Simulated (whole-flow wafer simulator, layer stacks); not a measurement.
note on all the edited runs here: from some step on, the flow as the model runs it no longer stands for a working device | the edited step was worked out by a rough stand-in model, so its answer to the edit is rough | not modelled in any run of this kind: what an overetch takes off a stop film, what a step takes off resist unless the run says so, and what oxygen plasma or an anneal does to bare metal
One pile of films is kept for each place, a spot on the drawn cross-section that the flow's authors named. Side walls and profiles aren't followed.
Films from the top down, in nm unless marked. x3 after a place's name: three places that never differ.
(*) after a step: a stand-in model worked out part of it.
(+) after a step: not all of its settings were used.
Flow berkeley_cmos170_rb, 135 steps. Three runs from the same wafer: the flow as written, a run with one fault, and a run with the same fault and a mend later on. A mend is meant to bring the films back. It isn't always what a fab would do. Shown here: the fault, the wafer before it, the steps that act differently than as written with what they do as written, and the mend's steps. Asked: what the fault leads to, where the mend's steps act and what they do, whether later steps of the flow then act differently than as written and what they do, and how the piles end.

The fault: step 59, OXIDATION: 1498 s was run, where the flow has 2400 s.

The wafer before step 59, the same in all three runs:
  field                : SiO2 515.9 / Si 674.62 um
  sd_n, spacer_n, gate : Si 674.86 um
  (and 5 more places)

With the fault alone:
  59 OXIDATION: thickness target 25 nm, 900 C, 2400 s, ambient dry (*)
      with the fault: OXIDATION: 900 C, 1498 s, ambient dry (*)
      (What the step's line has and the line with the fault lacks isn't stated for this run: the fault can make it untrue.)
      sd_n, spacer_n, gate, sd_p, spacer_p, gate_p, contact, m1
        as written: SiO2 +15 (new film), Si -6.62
        with the fault: SiO2 +11.2 (new film), Si -4.91
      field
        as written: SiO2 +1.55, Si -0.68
        with the fault: SiO2 +0.97, Si -0.42
  Later steps of the flow that act differently than as written (30 more steps differ only slightly, by at most 2% or 0.5 nm, whichever is larger, and aren't shown):
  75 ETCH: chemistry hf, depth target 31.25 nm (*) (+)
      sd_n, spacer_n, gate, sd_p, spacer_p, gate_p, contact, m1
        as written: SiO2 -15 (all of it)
        with the fault: SiO2 -11.2 (all of it)
  At the end the piles differ from the flow's only slightly at the places that both follow, by at most 2% or 0.5 nm, whichever is larger.

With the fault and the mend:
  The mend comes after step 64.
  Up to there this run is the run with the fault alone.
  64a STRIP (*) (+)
      sd_p
        KrF resist -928 (all of it)
      spacer_p
        KrF resist -911.2 (all of it)
      gate_p
        KrF resist -910.3 (all of it)
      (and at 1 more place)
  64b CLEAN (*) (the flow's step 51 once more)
      changes no film at any place that is followed
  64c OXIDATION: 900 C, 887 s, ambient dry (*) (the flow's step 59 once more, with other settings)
      sd_n, spacer_n, gate, sd_p, spacer_p, gate_p, contact, m1
        SiO2 +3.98, Si -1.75
      field
        SiO2 +0.57, Si -0.25
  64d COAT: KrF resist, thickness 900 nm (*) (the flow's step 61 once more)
      field
        KrF resist +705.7 (new film)
      sd_n
        KrF resist +957.4 (new film)
      spacer_n
        KrF resist +924.9 (new film)
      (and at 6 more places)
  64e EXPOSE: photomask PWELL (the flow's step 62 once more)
      changes no film at any place that is followed
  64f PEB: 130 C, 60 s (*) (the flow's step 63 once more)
      changes no film at any place that is followed
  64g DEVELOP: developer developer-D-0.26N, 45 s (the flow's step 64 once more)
      sd_p, spacer_p, gate_p, m1
        KrF resist -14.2
      field
        KrF resist -705.7 (all of it)
      sd_n
        KrF resist -957.4 (all of it)
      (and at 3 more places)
  No later step of the flow acts differently than as written, at any place that is followed, by more than 2% or 0.5 nm, whichever is larger.
  At the end the piles differ from the flow's only slightly at the places that both follow, by at most 2% or 0.5 nm, whichever is larger.
